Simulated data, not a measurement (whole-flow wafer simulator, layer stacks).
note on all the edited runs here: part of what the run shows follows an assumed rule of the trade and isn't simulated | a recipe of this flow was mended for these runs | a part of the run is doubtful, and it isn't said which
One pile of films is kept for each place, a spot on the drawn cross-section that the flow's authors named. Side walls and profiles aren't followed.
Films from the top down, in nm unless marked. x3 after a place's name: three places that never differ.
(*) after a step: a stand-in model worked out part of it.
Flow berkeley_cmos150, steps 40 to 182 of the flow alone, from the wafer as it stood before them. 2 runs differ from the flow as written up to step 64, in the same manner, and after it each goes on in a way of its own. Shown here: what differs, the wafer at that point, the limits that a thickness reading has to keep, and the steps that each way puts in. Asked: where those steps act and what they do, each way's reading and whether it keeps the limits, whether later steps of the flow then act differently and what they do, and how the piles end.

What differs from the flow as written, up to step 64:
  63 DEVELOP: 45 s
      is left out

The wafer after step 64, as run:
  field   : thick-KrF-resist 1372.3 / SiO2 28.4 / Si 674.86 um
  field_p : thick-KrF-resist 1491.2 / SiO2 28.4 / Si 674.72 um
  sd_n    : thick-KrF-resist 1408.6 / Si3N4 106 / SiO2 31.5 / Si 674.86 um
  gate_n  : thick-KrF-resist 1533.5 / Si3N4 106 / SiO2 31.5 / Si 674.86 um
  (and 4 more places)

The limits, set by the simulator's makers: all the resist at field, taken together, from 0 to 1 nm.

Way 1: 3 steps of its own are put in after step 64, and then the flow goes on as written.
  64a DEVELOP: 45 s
      field_p, sd_n, gate_n, sd_p, gate_p, contact, m1
        thick-KrF-resist -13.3
      field
        thick-KrF-resist -1372.3 (all of it)
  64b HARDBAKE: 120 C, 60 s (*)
      changes no film at any place that is followed
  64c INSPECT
      changes no film at any place that is followed
  The reading after step 64c: 0 nm, within the limits.
  No later step of the flow acts differently than as written at any place that is followed.
  At the end the piles are the same as the flow's at every place that both follow.

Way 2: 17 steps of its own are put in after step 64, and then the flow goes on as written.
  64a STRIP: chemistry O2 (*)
      field
        thick-KrF-resist -1372.3 (all of it)
      field_p
        thick-KrF-resist -1491.2 (all of it)
      sd_n
        thick-KrF-resist -1408.6 (all of it)
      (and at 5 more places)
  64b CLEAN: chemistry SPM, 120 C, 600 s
      changes no film at any place that is followed
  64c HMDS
      changes no film at any place that is followed
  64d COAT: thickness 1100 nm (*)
      field
        thick-KrF-resist +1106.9 (new film)
      field_p
        thick-KrF-resist +1219.5 (new film)
      sd_n
        thick-KrF-resist +1019.1 (new film)
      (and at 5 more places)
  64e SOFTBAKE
      changes no film at any place that is followed
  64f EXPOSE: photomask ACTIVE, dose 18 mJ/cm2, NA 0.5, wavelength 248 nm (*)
      changes no film at any place that is followed
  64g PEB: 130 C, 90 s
      field
        thick-KrF-resist -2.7
      field_p
        thick-KrF-resist -3.03
      sd_n
        thick-KrF-resist -2.45
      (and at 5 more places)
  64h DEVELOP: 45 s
      sd_n, gate_n, sd_p, gate_p, contact, m1
        thick-KrF-resist -13.3
      field
        thick-KrF-resist -1104.2 (all of it)
      field_p
        thick-KrF-resist -1216.4 (all of it)
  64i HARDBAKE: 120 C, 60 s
      sd_n
        thick-KrF-resist -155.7
      gate_n
        thick-KrF-resist -158.8
      sd_p
        thick-KrF-resist -169.9
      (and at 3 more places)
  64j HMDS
      changes no film at any place that is followed
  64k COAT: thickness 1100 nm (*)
      field
        thick-KrF-resist +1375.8 (new film)
      field_p
        thick-KrF-resist +1495 (new film)
      sd_n
        thick-KrF-resist +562
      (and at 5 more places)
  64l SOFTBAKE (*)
      changes no film at any place that is followed
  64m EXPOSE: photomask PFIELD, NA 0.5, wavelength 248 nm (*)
      changes no film at any place that is followed
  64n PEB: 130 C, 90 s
      field
        thick-KrF-resist -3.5
      field_p
        thick-KrF-resist -3.86
      sd_n
        thick-KrF-resist -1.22
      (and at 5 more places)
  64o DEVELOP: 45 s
      field_p, sd_n, gate_n, sd_p, gate_p, contact, m1
        thick-KrF-resist -13.3
      field
        thick-KrF-resist -1372.3 (all of it)
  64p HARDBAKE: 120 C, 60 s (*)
      changes no film at any place that is followed
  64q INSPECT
      changes no film at any place that is followed
  The reading after step 64q: 0 nm, within the limits.
  No later step of the flow acts differently than as written at any place that is followed.
  At the end the piles are the same as the flow's at every place that both follow.

Within the limits: way 1, way 2.
